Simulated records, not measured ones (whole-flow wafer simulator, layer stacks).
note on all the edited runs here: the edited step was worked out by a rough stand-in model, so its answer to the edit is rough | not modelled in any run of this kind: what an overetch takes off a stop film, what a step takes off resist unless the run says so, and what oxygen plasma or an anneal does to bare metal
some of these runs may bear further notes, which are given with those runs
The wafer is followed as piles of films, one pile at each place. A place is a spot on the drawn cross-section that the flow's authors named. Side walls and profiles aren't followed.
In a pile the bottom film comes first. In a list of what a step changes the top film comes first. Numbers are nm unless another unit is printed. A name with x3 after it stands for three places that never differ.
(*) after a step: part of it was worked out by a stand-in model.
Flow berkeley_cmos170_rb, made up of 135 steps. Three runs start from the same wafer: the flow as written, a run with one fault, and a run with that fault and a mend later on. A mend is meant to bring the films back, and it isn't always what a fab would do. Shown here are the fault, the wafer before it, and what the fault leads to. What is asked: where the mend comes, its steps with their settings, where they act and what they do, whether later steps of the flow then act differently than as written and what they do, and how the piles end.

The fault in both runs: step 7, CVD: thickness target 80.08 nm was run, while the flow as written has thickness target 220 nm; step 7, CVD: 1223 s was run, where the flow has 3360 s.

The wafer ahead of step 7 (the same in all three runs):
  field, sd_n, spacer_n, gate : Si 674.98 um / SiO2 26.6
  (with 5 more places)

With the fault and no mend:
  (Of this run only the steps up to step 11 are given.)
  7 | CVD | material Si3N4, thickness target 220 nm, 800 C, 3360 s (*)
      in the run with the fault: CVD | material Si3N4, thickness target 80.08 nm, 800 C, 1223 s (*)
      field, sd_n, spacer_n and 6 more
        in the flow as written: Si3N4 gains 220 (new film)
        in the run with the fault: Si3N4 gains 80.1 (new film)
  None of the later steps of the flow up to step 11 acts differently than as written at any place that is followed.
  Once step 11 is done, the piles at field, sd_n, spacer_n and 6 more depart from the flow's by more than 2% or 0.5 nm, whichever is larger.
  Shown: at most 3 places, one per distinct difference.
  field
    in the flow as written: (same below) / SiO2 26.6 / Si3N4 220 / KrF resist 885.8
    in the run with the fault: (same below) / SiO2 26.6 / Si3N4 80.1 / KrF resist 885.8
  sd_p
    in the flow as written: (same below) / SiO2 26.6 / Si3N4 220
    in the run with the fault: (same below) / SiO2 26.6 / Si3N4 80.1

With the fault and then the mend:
  The mend follows step 7.
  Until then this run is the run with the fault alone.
  7a | ETCH | chemistry h3po4, depth target 92.19 nm
      field, sd_n, spacer_n and 6 more
        Si3N4 loses 80.1 (all of it)
  7b | CLEAN (*) (the flow's step 1, run once more)
      alters no film at any place that is followed
  7c | CVD | material Si3N4, thickness target 220 nm, 800 C, 3360 s (*) (the flow's step 7, run once more)
      field, sd_n, spacer_n and 6 more
        Si3N4 gains 220 (new film)
  None of the later steps of the flow acts differently than as written at any place that is followed.
  By the end, the piles equal the flow's at every place that both follow.
